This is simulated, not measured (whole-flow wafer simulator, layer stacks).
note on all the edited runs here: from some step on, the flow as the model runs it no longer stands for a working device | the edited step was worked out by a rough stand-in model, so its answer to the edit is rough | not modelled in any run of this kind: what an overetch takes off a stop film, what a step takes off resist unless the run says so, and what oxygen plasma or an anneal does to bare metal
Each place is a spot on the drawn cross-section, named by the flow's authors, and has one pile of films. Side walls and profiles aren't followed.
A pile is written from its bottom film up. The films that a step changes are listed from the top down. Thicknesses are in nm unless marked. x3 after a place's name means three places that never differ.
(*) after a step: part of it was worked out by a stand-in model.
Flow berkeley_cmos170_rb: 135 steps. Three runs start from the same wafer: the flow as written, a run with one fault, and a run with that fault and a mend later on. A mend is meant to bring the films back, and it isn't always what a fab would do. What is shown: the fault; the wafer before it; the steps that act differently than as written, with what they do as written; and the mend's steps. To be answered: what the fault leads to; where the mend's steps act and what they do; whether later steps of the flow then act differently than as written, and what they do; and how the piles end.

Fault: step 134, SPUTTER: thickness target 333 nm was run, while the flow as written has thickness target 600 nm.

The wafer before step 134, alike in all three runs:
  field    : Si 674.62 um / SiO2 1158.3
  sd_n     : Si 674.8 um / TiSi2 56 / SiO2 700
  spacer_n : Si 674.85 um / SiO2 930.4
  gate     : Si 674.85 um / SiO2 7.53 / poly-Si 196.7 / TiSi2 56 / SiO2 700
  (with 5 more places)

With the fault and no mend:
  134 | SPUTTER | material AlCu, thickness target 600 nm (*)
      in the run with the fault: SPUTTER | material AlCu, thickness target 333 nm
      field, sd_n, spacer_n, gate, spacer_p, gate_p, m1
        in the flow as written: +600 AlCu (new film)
        in the run with the fault: +333 AlCu (new film)
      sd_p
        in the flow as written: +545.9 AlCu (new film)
        in the run with the fault: +297.2 AlCu (new film)
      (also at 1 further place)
  None of the later steps of the flow acts differently than as written at any place that is followed.
  The piles end different from the flow's at field, sd_n, spacer_n and 6 more by more than 2% or 0.5 nm, whichever is larger.
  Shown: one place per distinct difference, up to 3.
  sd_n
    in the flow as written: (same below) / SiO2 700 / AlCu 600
    in the run with the fault: (same below) / SiO2 700 / AlCu 333
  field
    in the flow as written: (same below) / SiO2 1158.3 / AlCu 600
    in the run with the fault: (same below) / SiO2 1158.3 / AlCu 333
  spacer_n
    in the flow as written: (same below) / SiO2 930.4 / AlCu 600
    in the run with the fault: (same below) / SiO2 930.4 / AlCu 333

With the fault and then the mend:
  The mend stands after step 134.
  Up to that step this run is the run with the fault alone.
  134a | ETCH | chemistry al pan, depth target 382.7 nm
      field, sd_n, spacer_n, gate, spacer_p, gate_p, m1
        -333 AlCu (all of it)
      sd_p
        -297.2 AlCu (all of it)
      contact
        -234.8 AlCu (all of it)
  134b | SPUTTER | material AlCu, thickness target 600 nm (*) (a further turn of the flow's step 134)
      field, sd_n, spacer_n, gate, spacer_p, gate_p, m1
        +600 AlCu (new film)
      sd_p
        +545.9 AlCu (new film)
      contact
        +415.1 AlCu (new film)
  None of the later steps of the flow acts differently than as written at any place that is followed.
  By the end, the piles equal the flow's at every place that both follow.
